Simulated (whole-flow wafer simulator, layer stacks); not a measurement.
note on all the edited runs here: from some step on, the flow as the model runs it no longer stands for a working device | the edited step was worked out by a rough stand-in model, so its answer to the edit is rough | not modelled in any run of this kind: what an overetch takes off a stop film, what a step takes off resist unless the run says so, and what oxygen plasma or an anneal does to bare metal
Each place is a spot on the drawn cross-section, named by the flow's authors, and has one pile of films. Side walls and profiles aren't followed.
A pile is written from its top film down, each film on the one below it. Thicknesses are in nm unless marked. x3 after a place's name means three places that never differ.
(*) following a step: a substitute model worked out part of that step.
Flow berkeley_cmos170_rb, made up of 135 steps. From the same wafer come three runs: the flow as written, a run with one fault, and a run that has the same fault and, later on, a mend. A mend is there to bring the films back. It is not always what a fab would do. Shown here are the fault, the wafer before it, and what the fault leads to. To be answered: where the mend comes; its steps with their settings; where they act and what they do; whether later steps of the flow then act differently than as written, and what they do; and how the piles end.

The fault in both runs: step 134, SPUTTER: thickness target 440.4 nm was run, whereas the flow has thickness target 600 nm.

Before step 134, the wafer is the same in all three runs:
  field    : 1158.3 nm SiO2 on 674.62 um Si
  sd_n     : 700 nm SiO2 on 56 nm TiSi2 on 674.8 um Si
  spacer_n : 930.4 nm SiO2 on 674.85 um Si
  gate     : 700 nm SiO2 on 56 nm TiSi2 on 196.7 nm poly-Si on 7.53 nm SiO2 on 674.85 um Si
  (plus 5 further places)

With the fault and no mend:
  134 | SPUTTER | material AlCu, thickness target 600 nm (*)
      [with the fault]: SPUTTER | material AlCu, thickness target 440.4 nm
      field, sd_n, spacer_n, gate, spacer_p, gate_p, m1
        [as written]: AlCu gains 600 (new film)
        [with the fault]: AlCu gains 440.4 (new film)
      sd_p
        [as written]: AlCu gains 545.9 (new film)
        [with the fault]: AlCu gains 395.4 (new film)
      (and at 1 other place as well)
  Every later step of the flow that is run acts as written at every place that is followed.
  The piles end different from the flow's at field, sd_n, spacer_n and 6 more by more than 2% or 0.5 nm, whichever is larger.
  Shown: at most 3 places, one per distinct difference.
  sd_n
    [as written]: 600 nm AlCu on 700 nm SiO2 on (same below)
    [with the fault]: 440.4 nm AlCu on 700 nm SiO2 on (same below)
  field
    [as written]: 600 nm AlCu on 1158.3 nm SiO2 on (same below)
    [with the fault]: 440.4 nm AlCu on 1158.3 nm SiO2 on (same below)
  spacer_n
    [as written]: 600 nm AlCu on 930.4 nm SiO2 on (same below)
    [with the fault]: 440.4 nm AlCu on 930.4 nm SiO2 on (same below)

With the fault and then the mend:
  After step 134 comes the mend.
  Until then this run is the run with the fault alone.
  134a | ETCH | chemistry al pan, depth target 506.1 nm
      field, sd_n, spacer_n, gate, spacer_p, gate_p, m1
        AlCu loses 440.4 (all of it)
      sd_p
        AlCu loses 395.4 (all of it)
      contact
        AlCu loses 308.3 (all of it)
  134b | SPUTTER | material AlCu, thickness target 600 nm (*) (the flow's step 134, run once more)
      field, sd_n, spacer_n, gate, spacer_p, gate_p, m1
        AlCu gains 600 (new film)
      sd_p
        AlCu gains 545.9 (new film)
      contact
        AlCu gains 415.1 (new film)
  Every later step of the flow that is run acts as written at every place that is followed.
  At every place that both follow, the piles at the end match the flow's.
